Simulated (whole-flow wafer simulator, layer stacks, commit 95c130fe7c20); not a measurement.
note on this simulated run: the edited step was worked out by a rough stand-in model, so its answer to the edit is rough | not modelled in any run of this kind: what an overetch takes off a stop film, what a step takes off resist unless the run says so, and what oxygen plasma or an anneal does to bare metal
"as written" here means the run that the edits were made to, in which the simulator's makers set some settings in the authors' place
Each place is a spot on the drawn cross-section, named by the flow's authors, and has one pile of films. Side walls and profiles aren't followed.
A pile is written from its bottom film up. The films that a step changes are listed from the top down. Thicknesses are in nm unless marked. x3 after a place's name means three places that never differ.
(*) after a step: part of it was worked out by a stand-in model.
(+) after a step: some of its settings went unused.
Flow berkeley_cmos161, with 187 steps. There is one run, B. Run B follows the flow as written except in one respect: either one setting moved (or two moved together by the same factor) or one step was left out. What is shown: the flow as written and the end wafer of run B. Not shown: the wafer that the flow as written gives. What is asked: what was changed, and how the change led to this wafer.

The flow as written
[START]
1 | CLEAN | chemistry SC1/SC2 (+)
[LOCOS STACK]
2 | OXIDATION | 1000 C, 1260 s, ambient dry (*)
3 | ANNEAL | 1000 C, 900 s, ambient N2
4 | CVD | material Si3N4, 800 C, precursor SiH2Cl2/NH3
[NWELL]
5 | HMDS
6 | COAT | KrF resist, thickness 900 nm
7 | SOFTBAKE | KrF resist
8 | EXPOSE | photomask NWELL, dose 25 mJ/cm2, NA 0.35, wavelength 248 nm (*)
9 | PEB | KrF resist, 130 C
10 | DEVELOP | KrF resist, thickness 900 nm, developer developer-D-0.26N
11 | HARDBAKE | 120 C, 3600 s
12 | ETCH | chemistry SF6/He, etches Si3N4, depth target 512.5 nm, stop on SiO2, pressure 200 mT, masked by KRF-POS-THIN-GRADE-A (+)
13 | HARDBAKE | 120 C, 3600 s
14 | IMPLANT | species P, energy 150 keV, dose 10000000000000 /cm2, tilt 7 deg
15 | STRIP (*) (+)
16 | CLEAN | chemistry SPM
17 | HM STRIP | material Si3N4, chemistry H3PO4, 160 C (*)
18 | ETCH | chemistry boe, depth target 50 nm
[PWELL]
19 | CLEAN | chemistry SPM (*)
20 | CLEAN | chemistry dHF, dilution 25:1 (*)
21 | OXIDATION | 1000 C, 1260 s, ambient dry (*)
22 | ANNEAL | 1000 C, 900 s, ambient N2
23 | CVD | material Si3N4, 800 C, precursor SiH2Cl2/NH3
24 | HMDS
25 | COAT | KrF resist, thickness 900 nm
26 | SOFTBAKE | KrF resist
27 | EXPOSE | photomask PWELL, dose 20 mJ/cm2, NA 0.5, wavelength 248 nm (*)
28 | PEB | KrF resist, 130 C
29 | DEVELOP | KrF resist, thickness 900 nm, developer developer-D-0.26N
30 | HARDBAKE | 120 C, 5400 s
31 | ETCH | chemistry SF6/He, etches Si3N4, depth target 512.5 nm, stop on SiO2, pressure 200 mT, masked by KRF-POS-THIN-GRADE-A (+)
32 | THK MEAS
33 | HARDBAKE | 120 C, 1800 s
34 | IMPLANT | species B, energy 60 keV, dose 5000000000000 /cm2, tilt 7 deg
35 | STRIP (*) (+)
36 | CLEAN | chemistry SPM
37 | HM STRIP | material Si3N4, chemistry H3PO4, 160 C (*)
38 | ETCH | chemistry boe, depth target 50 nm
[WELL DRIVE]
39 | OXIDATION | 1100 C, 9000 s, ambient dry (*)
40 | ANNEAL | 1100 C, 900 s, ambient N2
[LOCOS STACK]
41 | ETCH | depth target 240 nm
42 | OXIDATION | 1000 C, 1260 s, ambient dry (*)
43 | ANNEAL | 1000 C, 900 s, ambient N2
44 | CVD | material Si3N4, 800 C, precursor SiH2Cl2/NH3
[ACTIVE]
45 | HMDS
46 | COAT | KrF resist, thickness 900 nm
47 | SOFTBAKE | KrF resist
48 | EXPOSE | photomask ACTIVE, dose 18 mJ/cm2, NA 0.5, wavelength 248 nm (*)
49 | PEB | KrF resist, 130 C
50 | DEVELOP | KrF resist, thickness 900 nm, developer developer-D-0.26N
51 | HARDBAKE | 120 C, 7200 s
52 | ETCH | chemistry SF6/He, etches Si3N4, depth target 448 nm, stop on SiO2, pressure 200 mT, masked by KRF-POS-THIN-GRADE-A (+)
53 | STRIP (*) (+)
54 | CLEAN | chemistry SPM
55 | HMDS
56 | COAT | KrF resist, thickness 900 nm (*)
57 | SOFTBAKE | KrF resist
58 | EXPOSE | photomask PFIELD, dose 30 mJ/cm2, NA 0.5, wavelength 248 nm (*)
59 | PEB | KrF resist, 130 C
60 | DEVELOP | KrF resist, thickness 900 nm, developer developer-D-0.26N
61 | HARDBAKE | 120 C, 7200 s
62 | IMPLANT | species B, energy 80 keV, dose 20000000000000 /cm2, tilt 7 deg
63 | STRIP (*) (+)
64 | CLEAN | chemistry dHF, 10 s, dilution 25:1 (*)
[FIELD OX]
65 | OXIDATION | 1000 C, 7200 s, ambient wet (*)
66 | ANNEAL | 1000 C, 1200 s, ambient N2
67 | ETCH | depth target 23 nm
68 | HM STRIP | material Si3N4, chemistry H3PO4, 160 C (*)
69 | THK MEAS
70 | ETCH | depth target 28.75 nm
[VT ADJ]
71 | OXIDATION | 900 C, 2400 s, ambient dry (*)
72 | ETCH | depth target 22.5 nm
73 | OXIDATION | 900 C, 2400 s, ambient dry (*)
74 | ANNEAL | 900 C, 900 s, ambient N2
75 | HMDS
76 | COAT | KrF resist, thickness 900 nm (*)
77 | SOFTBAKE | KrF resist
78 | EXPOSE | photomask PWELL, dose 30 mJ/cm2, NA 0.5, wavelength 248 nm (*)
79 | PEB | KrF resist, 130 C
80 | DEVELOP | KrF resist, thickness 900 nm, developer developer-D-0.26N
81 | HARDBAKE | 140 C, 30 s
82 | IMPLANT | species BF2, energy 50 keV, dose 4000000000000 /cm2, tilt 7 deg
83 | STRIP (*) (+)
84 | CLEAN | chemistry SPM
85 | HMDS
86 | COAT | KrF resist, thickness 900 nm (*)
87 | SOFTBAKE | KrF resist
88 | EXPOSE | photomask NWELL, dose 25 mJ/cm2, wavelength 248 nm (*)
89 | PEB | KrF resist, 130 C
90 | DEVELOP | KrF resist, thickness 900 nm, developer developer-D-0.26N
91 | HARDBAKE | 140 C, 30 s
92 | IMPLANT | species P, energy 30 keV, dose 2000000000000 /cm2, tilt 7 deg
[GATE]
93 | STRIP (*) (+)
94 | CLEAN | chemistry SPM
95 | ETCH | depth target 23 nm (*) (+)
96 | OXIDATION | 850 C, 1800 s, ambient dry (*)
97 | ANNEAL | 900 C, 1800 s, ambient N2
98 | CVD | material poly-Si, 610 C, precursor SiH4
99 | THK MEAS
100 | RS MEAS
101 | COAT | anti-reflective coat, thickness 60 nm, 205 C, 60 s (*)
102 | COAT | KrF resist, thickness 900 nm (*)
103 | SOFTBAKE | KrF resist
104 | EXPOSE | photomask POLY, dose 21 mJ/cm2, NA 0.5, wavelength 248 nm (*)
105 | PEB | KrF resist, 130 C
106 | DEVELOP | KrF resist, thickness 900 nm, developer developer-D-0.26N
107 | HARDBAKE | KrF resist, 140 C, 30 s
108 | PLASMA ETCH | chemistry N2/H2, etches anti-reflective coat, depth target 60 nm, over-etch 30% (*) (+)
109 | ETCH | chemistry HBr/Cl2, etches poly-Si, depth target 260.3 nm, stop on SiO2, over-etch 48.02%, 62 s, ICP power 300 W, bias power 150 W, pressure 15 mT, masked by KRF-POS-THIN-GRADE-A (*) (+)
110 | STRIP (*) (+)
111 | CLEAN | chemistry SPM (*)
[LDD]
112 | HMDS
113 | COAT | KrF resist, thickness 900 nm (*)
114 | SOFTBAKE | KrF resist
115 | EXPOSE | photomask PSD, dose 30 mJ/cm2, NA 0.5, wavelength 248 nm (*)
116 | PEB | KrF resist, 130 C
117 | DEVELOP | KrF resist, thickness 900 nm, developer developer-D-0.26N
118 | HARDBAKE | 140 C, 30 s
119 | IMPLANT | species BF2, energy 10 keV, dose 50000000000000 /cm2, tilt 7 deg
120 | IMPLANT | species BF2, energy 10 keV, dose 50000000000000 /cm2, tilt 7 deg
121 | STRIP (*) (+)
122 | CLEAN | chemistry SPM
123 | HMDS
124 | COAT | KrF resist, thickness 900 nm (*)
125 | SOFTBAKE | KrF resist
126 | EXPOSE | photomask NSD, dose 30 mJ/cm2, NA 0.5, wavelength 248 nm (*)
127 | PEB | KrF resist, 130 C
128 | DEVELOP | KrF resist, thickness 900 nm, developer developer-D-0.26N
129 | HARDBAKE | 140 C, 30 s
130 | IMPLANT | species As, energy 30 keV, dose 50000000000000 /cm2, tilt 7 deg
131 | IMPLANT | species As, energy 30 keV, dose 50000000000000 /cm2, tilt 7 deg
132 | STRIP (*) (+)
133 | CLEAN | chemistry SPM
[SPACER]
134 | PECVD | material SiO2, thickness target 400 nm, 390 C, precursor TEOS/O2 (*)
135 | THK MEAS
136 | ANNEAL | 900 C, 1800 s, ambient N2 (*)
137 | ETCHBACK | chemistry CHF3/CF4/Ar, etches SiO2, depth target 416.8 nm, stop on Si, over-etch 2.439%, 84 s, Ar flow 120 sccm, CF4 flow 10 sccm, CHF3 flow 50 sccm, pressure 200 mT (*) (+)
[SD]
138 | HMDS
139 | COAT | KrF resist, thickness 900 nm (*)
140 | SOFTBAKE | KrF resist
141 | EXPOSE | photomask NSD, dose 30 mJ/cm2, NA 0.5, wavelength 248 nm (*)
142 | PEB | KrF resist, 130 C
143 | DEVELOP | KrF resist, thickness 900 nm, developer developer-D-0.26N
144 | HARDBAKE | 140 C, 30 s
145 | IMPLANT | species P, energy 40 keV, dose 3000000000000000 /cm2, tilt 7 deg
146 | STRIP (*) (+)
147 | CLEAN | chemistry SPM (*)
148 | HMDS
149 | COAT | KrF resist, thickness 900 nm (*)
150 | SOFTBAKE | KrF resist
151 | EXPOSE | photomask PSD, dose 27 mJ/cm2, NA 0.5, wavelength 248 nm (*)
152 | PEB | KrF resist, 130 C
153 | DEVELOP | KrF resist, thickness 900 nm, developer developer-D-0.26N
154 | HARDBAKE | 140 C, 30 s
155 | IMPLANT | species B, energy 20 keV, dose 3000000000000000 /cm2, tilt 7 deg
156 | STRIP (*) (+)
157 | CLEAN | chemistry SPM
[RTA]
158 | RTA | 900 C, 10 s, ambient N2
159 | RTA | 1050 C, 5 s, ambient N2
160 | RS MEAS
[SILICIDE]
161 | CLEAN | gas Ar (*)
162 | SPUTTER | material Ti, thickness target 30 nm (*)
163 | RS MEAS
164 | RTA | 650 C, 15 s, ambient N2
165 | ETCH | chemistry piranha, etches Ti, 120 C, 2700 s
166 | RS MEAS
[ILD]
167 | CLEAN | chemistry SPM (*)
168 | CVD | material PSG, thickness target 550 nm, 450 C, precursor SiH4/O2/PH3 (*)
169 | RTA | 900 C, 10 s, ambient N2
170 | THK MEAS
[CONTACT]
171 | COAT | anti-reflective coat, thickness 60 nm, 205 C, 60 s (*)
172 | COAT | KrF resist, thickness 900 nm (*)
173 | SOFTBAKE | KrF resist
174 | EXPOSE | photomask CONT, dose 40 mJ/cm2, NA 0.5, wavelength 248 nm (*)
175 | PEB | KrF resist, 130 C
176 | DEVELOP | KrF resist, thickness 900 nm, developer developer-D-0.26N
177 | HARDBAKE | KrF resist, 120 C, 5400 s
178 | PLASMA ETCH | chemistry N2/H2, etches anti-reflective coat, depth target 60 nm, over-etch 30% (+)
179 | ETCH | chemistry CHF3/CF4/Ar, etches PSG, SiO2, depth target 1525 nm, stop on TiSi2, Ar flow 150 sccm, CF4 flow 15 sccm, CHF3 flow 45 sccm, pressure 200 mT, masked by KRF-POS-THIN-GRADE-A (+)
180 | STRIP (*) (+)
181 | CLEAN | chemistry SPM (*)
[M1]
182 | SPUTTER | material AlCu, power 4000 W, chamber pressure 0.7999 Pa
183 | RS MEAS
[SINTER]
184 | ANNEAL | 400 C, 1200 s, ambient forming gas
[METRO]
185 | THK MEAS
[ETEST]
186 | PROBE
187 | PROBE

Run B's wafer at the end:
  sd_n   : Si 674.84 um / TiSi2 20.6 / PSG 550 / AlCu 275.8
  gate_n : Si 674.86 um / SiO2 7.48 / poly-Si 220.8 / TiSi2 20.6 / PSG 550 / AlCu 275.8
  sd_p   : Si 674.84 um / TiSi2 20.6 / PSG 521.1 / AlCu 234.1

The reason: step 162, SPUTTER: thickness target 12 nm was run, while the flow as written has thickness target 30 nm.

How this came from the change, step by step:
  162 | SPUTTER | material Ti, thickness target 30 nm (*)
      field, sd_n, spacer_n and 6 more: +12 Ti (new film) (it would be, as written: +30 Ti (new film))
  164 | RTA | 650 C, 15 s, ambient N2
      sd_n, sd_p, contact, m1: -9.36 Ti, +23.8 TiSi2 C49 (new film), -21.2 Si (it would be, as written: -23.4 Ti, +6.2 TiSi first (new film), +50.3 TiSi2 C49 (new film), -49 Si)
      gate_n, gate_p: -9.36 Ti, +23.8 TiSi2 C49 (new film), -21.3 poly-Si (it would be, as written: -23.4 Ti, +6.2 TiSi first (new film), +50.3 TiSi2 C49 (new film), -49.2 poly-Si)
  165 | ETCH | chemistry piranha, etches Ti, 120 C, 2700 s
      sd_n, gate_n, sd_p, gate_p, contact, m1: -2.64 Ti (all of it), -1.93 TiSi2 C49 (it would be, as written: -6.6 Ti (all of it), -1.93 TiSi first)
      field, spacer_n, spacer_p: -12 Ti (all of it) (it would be, as written: -30 Ti (all of it))
  169 | RTA | 900 C, 10 s, ambient N2
      sd_n, sd_p, contact, m1: under 1 film: +20.6 TiSi2 (new film), -21.9 TiSi2 C49 (all of it) (it would be, as written: under 1 film: +53.3 TiSi2 (new film), -4.27 TiSi first (all of it), -50.3 TiSi2 C49 (all of it), -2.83 Si)
      gate_n, gate_p: under 1 film: +20.6 TiSi2 (new film), -21.9 TiSi2 C49 (all of it) (it would be, as written: under 1 film: +53.3 TiSi2 (new film), -4.27 TiSi first (all of it), -50.3 TiSi2 C49 (all of it), -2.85 poly-Si)
